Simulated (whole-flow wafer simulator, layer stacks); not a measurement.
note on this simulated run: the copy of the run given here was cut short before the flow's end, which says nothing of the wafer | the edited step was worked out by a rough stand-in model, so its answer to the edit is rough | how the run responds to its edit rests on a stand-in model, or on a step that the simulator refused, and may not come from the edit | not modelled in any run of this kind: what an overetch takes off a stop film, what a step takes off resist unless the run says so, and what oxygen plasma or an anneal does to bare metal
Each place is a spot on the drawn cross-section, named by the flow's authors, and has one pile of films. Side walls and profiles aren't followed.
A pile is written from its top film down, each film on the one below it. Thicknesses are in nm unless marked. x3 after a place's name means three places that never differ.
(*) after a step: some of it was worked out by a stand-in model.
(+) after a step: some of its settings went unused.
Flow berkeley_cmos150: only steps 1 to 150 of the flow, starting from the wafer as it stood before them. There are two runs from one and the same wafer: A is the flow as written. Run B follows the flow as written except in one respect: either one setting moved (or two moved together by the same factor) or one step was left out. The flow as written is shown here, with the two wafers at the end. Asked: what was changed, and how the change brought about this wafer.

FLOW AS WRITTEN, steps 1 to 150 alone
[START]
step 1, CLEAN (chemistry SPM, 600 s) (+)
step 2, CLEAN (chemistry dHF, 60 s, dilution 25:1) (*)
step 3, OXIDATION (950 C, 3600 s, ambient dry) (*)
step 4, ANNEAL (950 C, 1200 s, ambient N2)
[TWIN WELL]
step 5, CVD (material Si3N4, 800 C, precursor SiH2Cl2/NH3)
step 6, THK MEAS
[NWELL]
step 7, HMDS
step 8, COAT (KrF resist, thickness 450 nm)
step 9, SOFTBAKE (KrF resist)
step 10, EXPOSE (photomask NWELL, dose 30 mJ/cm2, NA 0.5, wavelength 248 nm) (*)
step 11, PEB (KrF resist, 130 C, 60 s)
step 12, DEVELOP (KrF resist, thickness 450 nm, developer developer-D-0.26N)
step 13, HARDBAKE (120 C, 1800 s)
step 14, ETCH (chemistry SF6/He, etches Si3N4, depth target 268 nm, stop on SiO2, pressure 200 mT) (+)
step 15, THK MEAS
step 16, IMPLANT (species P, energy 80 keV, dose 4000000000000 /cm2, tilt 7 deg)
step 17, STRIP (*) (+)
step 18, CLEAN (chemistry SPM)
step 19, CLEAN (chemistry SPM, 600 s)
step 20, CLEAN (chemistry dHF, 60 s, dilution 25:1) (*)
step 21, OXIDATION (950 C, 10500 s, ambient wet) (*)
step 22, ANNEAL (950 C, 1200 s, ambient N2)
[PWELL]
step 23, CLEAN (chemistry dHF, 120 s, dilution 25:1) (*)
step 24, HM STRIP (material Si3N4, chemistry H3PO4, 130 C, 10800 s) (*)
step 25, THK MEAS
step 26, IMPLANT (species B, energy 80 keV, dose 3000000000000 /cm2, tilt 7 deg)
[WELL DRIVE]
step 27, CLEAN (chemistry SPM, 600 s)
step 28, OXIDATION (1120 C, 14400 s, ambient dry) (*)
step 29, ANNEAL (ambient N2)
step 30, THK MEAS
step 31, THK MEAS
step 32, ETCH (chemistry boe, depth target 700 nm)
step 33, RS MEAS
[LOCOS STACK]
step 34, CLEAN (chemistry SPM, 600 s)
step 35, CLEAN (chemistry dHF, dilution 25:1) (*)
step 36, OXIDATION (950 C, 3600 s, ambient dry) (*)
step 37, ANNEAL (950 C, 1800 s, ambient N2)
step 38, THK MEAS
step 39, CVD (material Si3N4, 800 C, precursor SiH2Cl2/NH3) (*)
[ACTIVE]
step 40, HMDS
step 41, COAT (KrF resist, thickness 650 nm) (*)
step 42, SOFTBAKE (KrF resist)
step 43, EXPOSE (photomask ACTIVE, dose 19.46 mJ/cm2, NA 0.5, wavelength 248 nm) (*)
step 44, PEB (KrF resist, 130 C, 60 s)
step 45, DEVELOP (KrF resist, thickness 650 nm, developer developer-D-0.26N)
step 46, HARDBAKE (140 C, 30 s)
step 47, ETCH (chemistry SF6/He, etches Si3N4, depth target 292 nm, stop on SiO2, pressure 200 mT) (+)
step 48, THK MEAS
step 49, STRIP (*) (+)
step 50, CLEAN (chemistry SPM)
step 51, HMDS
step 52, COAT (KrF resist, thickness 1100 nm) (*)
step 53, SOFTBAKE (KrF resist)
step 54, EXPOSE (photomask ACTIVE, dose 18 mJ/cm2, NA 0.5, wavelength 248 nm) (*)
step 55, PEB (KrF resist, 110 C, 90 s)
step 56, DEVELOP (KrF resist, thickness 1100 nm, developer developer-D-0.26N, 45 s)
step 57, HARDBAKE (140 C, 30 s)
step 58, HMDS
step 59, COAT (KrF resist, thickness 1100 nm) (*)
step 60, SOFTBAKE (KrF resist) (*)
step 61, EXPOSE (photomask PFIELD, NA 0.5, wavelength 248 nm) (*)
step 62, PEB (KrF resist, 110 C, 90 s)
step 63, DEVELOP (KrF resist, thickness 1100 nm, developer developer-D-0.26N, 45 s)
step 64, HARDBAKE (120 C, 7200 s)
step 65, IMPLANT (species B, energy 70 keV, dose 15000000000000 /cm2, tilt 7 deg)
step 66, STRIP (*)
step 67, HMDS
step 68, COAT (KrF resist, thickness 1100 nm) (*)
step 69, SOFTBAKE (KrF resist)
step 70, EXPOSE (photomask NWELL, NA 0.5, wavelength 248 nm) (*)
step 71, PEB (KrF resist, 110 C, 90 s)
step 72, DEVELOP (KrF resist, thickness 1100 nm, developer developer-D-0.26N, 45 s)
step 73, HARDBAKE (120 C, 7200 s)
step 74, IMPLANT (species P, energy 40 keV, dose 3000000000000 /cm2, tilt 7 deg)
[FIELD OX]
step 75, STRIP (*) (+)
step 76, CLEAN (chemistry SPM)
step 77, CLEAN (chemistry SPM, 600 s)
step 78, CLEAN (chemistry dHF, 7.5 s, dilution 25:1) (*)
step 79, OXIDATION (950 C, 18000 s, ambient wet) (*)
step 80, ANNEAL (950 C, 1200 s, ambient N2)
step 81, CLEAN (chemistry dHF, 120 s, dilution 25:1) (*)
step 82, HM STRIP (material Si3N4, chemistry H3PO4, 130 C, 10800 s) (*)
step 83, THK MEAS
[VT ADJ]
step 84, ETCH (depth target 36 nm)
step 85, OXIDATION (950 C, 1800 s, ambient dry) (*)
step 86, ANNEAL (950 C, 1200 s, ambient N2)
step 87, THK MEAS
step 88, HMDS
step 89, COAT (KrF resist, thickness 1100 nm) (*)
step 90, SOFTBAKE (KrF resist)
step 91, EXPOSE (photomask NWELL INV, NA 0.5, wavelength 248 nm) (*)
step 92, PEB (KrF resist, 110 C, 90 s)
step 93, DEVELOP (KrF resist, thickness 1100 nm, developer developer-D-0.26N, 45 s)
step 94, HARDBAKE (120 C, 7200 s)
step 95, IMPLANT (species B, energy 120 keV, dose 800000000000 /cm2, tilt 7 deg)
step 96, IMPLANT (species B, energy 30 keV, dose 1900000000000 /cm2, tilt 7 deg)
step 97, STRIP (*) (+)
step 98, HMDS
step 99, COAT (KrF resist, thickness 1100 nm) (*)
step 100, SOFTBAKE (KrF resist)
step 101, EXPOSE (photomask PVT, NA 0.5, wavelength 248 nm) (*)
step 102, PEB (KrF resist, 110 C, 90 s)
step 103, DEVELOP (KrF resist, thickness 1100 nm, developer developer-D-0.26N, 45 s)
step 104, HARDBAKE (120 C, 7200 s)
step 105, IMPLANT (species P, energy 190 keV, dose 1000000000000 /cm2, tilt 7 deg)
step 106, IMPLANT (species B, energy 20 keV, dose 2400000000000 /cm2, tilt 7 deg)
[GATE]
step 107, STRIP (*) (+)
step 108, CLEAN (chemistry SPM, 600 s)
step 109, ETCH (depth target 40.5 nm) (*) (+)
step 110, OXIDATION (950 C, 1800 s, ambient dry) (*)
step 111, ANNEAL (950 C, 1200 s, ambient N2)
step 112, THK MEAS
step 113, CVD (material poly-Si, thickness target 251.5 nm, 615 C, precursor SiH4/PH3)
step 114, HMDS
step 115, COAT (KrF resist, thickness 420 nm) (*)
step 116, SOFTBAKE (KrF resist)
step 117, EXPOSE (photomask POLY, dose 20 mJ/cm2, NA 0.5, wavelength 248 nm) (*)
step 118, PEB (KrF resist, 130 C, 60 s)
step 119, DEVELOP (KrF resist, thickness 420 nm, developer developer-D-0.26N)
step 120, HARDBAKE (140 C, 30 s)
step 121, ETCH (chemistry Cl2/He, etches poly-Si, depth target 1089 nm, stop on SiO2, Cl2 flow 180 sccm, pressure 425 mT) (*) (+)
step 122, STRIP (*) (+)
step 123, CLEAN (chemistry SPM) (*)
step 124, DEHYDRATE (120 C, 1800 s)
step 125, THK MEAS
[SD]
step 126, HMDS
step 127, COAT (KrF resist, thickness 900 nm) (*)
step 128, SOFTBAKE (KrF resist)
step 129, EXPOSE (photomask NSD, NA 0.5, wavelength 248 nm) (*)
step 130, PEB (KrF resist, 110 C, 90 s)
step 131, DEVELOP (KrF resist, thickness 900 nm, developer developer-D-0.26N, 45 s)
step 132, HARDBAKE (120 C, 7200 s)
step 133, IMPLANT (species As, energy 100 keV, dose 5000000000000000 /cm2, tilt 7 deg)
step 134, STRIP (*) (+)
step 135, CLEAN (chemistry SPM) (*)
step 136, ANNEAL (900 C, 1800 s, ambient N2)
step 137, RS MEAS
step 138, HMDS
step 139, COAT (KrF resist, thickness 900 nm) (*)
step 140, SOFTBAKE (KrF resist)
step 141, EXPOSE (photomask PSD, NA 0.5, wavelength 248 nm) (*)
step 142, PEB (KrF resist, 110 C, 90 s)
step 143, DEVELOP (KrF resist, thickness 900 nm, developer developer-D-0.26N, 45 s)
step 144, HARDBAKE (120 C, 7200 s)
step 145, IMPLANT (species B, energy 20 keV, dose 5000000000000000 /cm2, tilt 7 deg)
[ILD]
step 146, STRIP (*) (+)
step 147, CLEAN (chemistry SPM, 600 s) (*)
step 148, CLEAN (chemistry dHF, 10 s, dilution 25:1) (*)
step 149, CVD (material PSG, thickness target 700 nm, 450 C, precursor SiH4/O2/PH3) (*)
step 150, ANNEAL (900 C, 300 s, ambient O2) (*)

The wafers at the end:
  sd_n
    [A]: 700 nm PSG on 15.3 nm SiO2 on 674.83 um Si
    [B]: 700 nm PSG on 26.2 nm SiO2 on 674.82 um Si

The reason: step 39, CVD: 766 C was run, whereas the flow has 800 C.

Step by step, how the change led to this:
  step 39, CVD (material Si3N4, 800 C, precursor SiH2Cl2/NH3) (*)
      field, field_p, sd_n, gate_n, sd_p, gate_p, contact, m1: A Si3N4 gains 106 (new film) | B Si3N4 gains 69.5 (new film)
  step 47, ETCH (chemistry SF6/He, etches Si3N4, depth target 292 nm, stop on SiO2, pressure 200 mT) (+)
      sd_n, gate_n, sd_p, gate_p, contact, m1: A KrF resist loses 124 | B KrF resist loses 84.2
      field, field_p: A Si3N4 loses 106 (all of it), SiO2 loses 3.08 | B Si3N4 loses 69.5 (all of it), SiO2 loses 3.08
  step 49, STRIP (*) (+)
      sd_n: A KrF resist loses 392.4 (all of it) | B KrF resist loses 432.2 (all of it)
      gate_n: A KrF resist loses 400.6 (all of it) | B KrF resist loses 440.4 (all of it)
      (and at 4 other places as well)
  step 52, COAT (KrF resist, thickness 1100 nm) (*)
      sd_n: A KrF resist gains 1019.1 (new film) | B KrF resist gains 1040.1 (new film)
  step 57, HARDBAKE (140 C, 30 s)
      m1: A KrF resist loses 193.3 | B KrF resist loses 197.3
  step 68, COAT (KrF resist, thickness 1100 nm) (*)
      sd_n: A KrF resist gains 1019.1 (new film) | B KrF resist gains 1040.1 (new film)
  step 75, STRIP (*) (+)
      sd_n: A KrF resist loses 982.6 (all of it) | B KrF resist loses 1003.1 (all of it)
      m1: A KrF resist loses 992.3 (all of it) | B KrF resist loses 1012.8 (all of it)
  step 79, OXIDATION (950 C, 18000 s, ambient wet) (*)
      sd_n: A SiO2 gains 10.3 (new film), Si3N4 loses 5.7, SiO2 gains 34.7, Si loses 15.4 | B SiO2 gains 10.3 (new film), Si3N4 loses 5.7, SiO2 gains 56.3, Si loses 25.1
  step 82, HM STRIP (material Si3N4, chemistry H3PO4, 130 C, 10800 s) (*)
      sd_n, gate_n, contact, m1: A Si3N4 loses 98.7 (all of it), SiO2 loses 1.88 | B Si3N4 loses 62.1 (all of it), SiO2 loses 2.19
      sd_p, gate_p: A Si3N4 loses 98.6 (all of it), SiO2 loses 1.88 | B Si3N4 loses 62 (all of it), SiO2 loses 2.19
  step 85, OXIDATION (950 C, 1800 s, ambient dry) (*)
      sd_n: A SiO2 gains 12.2, Si loses 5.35 | B SiO2 gains 8.73, Si loses 3.84
  step 109, ETCH (depth target 40.5 nm) (*) (+)
      sd_n: A SiO2 loses 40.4 (all of it) | B SiO2 loses 40.5
  step 110, OXIDATION (950 C, 1800 s, ambient dry) (*)
      sd_n: A SiO2 gains 20.4 (new film), Si loses 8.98 | B SiO2 gains 13.5, Si loses 5.96
